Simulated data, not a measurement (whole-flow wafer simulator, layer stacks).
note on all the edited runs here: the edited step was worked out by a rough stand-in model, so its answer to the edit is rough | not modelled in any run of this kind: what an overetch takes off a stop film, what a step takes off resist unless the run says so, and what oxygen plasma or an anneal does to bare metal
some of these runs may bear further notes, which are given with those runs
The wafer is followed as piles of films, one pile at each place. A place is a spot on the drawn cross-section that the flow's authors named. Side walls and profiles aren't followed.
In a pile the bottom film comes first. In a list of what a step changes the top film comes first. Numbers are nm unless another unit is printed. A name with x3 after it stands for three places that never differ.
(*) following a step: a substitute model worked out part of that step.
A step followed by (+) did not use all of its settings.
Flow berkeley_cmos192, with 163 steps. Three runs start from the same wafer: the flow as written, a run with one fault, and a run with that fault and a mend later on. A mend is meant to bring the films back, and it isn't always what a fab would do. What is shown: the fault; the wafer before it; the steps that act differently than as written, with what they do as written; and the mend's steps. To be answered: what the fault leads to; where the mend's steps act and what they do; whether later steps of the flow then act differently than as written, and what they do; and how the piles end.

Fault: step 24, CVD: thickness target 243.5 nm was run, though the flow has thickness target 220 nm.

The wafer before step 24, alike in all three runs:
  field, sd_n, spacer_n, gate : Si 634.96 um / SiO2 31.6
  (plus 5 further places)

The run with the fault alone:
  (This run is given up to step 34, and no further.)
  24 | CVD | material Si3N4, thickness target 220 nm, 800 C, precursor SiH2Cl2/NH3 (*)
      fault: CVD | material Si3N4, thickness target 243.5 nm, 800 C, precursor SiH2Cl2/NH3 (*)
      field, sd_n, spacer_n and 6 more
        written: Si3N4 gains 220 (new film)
        fault: Si3N4 gains 243.5 (new film)
  Later steps of the flow acting differently than as written:
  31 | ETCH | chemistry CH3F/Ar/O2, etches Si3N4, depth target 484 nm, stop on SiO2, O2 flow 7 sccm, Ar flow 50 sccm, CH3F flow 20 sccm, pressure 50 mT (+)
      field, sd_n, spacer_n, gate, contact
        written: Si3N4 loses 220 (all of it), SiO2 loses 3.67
        fault: Si3N4 loses 243.5 (all of it), SiO2 loses 3.67
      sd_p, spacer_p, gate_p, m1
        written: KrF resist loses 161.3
        fault: KrF resist loses 177
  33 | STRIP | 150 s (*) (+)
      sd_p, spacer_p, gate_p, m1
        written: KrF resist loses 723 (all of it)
        fault: KrF resist loses 707.4 (all of it)
  The piles after step 34 differ from the flow's at sd_p, spacer_p, gate_p, m1 by more than 2% or 0.5 nm, whichever is larger.
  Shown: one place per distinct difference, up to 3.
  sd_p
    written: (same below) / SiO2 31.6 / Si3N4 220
    fault: (same below) / SiO2 31.6 / Si3N4 243.5

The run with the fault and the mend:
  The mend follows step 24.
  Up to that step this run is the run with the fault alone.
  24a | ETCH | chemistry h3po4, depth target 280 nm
      field, sd_n, spacer_n and 6 more
        Si3N4 loses 243.5 (all of it)
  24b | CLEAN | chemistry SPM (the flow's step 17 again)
      does not change any film at any place that is followed
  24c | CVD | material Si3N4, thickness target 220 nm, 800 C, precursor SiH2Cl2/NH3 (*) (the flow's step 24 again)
      field, sd_n, spacer_n and 6 more
        Si3N4 gains 220 (new film)
  Later steps of the flow that are run all act as written at every place that is followed.
  The piles end the same as the flow's at every place that both follow.
